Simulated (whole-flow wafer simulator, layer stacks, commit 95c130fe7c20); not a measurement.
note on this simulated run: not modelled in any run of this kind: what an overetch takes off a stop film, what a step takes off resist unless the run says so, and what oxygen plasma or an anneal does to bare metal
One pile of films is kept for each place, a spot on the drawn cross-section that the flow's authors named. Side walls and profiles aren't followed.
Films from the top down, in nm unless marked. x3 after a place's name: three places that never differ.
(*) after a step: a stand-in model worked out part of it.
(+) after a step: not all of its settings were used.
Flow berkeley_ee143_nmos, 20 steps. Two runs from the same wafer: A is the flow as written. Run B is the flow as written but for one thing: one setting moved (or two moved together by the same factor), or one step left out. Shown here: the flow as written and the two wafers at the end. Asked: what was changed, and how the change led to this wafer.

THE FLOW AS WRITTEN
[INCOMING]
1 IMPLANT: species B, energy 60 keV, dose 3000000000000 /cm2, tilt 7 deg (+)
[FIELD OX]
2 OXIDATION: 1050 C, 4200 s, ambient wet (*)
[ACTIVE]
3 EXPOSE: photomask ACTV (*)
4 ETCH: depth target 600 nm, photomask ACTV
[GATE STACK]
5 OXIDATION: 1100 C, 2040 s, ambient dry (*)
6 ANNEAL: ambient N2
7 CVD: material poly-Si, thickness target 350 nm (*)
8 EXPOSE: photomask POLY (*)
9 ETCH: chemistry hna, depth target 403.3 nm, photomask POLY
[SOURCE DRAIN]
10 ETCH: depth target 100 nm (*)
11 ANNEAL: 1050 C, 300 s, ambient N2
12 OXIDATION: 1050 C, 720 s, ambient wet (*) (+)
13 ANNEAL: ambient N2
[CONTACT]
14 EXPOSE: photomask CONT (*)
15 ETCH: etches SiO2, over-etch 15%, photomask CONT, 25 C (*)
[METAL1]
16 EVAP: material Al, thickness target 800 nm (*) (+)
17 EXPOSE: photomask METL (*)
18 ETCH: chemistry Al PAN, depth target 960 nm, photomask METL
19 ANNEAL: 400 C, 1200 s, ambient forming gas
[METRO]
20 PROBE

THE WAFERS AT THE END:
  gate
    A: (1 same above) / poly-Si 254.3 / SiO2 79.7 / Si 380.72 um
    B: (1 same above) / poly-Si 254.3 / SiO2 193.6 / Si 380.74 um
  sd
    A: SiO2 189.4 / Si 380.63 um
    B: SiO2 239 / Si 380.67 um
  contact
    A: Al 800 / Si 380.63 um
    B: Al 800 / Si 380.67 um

The cause: step 4, ETCH: depth target 402 nm was run, where the flow has depth target 600 nm.

How the change led to this, step by step:
  4 ETCH: depth target 600 nm, photomask ACTV
      gate, sd, contact: A SiO2 -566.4 (all of it) | B SiO2 -402
  5 OXIDATION: 1100 C, 2040 s, ambient dry (*)
      gate, sd, contact: A SiO2 +79.7 (new film), Si -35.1 | B SiO2 +29.3, Si -12.9
  10 ETCH: depth target 100 nm (*)
      sd, contact: A SiO2 -79.7 (all of it) | B SiO2 -100
  12 OXIDATION: 1050 C, 720 s, ambient wet (*) (+)
      sd, contact: A SiO2 +189.4 (new film), Si -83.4 | B SiO2 +145.3, Si -63.9
  15 ETCH: etches SiO2, over-etch 15%, photomask CONT, 25 C (*)
      contact: A SiO2 -189.4 (all of it) | B SiO2 -239 (all of it)
